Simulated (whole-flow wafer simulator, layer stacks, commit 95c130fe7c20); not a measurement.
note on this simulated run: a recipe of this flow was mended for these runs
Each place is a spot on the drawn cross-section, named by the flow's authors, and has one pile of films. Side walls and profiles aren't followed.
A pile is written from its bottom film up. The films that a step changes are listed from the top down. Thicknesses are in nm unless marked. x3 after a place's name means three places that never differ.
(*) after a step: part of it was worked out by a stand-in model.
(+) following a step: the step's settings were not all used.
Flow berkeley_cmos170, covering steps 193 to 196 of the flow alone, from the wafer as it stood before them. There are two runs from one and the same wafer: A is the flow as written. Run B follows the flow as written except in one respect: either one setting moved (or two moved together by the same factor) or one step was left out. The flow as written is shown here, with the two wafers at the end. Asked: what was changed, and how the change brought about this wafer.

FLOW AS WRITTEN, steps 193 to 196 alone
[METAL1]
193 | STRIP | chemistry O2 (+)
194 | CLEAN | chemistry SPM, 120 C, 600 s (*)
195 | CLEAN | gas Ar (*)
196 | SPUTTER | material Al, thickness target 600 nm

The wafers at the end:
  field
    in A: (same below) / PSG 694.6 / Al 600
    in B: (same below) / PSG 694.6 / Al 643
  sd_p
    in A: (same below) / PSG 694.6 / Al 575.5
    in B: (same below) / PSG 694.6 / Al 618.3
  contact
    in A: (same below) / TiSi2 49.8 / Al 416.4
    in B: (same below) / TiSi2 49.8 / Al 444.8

What caused this: step 196, SPUTTER: thickness target 643 nm was run, while the flow as written has thickness target 600 nm.
The wafer lets one read it off: field has Al 643, and step 196 as written asks for 600 nm.

How this came from the change, step by step:
  196 | SPUTTER | material Al, thickness target 600 nm
      field, mark, sd_n and 8 more: A +600 Al (new film) | B +643 Al (new film)
      sd_p: A +575.5 Al (new film) | B +618.3 Al (new film)
      (as well as at 1 more place)
